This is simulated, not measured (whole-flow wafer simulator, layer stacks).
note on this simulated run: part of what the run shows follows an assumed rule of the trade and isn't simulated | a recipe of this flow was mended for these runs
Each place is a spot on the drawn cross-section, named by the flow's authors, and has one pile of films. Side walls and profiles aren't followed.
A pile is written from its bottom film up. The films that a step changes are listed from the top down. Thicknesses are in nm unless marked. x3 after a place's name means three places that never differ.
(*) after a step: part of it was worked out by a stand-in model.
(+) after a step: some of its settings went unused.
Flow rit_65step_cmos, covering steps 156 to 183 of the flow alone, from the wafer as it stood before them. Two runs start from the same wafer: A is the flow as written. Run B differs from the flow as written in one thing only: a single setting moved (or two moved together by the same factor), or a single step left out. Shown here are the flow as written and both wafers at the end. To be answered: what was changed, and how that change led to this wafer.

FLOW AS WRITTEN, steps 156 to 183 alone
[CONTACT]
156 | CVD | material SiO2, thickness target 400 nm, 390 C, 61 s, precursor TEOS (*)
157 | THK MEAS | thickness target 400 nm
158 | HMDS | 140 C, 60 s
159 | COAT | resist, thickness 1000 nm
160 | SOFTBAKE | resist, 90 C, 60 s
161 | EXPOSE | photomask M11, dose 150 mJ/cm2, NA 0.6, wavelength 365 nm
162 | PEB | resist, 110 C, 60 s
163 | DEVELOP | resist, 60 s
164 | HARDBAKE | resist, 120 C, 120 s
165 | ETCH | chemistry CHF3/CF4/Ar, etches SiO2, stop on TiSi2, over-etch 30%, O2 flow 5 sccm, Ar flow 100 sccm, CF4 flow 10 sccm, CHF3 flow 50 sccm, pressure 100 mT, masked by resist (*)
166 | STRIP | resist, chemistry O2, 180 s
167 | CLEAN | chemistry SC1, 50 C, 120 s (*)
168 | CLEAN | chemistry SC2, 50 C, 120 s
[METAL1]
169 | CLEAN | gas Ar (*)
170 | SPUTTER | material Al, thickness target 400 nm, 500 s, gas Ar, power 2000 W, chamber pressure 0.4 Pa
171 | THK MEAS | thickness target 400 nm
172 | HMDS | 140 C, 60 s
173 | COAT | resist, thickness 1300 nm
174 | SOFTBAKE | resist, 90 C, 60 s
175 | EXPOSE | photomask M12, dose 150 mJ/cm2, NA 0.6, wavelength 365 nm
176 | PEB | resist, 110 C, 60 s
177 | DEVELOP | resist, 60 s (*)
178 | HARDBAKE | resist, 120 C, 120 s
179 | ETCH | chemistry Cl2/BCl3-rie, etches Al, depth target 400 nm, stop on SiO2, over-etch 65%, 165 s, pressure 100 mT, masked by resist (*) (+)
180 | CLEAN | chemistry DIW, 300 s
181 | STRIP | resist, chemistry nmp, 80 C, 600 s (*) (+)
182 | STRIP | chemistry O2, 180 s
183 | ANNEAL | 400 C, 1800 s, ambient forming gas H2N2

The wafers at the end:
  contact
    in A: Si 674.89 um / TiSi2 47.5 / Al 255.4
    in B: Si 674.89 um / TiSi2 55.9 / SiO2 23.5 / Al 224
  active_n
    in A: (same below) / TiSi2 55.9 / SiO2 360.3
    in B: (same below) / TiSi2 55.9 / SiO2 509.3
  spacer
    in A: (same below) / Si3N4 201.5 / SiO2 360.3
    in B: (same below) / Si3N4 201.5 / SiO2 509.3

The reason: step 156, CVD: thickness target 549 nm was run, whereas the flow has thickness target 400 nm; step 156, CVD: 84 s was run, where the flow has 61 s.

Step by step, how the change led to this:
  156 | CVD | material SiO2, thickness target 400 nm, 390 C, 61 s, precursor TEOS (*)
      active_n, active_p, gate_n and 7 more: A +400 SiO2 (new film) | B +549 SiO2 (new film)
      field, field_pw, field_nw, field_p: A +400 SiO2 | B +549 SiO2
  165 | ETCH | chemistry CHF3/CF4/Ar, etches SiO2, stop on TiSi2, over-etch 30%, O2 flow 5 sccm, Ar flow 100 sccm, CF4 flow 10 sccm, CHF3 flow 50 sccm, pressure 100 mT, masked by resist (*)
      contact: A -400 SiO2 (all of it), -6 TiSi2 | B -520 SiO2
  169 | CLEAN | gas Ar (*)
      contact: A -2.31 TiSi2 | B -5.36 SiO2
  170 | SPUTTER | material Al, thickness target 400 nm, 500 s, gas Ar, power 2000 W, chamber pressure 0.4 Pa
      contact: A +255.4 Al (new film) | B +224 Al (new film)
  173 | COAT | resist, thickness 1300 nm
      contact: A +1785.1 resist (new film) | B +1913.5 resist (new film)
  176 | PEB | resist, 110 C, 60 s
      contact: A -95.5 resist | B -102.8 resist
  178 | HARDBAKE | resist, 120 C, 120 s
      contact: A -62.1 resist | B -67.2 resist
  181 | STRIP | resist, chemistry nmp, 80 C, 600 s (*) (+)
      contact: A -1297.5 resist (all of it) | B -1413.5 resist (all of it)
